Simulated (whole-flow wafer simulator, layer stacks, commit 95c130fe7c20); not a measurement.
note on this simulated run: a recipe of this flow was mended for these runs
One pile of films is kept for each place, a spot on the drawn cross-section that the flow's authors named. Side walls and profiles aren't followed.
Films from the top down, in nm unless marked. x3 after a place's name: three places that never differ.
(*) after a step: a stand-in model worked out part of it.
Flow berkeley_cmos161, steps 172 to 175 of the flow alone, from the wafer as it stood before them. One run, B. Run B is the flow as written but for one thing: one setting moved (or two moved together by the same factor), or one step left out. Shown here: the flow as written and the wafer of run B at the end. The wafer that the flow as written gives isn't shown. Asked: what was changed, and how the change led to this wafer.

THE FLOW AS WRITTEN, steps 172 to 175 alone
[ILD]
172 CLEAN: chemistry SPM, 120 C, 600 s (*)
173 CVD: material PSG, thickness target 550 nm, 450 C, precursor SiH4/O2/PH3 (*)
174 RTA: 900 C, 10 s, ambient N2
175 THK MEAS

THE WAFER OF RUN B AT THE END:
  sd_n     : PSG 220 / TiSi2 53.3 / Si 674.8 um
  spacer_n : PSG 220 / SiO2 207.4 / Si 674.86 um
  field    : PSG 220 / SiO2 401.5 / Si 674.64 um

The cause: step 173, CVD: thickness target 220 nm was run, where the flow has thickness target 550 nm.
It can be read off the wafer: sd_n has PSG 220, and step 173 as written asks for 550 nm.

How the change led to this, step by step:
  173 CVD: material PSG, thickness target 550 nm, 450 C, precursor SiH4/O2/PH3 (*)
      field, sd_n, spacer_n, gate_n, spacer_p, gate_p, contact x2: PSG +220 (new film) (as written it would be: PSG +550 (new film))
      sd_p: PSG +210.7 (new film) (as written it would be: PSG +522.4 (new film))
